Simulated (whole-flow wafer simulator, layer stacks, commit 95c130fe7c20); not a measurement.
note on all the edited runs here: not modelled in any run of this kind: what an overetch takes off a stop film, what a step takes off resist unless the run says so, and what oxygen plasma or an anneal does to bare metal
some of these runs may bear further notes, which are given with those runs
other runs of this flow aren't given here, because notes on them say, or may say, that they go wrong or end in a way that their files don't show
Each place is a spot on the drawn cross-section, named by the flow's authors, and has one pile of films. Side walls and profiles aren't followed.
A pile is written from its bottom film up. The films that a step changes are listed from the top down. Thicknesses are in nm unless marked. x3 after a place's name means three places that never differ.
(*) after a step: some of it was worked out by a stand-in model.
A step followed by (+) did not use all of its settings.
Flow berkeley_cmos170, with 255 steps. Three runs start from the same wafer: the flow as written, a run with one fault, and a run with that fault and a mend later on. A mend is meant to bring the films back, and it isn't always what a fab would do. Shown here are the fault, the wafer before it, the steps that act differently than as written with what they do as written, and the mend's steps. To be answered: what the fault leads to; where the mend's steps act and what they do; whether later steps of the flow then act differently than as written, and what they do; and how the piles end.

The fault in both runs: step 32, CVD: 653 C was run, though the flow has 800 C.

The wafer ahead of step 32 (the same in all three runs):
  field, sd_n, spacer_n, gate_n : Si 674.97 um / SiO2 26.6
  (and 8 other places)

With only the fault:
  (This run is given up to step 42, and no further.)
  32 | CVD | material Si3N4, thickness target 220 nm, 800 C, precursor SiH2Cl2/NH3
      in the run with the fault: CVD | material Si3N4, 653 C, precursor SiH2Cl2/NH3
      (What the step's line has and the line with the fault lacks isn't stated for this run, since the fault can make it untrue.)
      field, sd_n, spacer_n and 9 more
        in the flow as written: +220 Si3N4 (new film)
        in the run with the fault: +15.1 Si3N4 (new film)
  Later steps of the flow acting differently than as written:
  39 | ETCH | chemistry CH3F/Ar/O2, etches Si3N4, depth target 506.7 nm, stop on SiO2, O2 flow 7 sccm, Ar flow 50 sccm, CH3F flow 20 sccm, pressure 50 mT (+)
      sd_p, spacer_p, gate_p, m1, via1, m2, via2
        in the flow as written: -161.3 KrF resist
        in the run with the fault: -24.7 KrF resist
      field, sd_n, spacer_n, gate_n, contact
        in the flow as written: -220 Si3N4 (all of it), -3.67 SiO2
        in the run with the fault: -15.1 Si3N4 (all of it), -3.67 SiO2
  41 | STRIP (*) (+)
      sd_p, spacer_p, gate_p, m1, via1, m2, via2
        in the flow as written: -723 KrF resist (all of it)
        in the run with the fault: -859.6 KrF resist (all of it)
  After step 42, at sd_p, spacer_p, gate_p, m1, via1, m2, via2, the piles differ from the flow's by more than 2% or 0.5 nm, whichever is larger.
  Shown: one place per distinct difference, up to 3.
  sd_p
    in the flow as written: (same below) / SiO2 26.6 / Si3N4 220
    in the run with the fault: (same below) / SiO2 26.6 / Si3N4 15.1

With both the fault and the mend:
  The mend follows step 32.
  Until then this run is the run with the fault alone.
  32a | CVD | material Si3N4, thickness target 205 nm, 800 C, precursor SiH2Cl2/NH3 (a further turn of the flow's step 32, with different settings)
      field, sd_n, spacer_n and 9 more
        +205 Si3N4
  None of the later steps of the flow differs from how it acts as written, at any place that is followed, by more than 2% or 0.5 nm, whichever is larger.
  At every place that both follow, the piles at the end match the flow's.
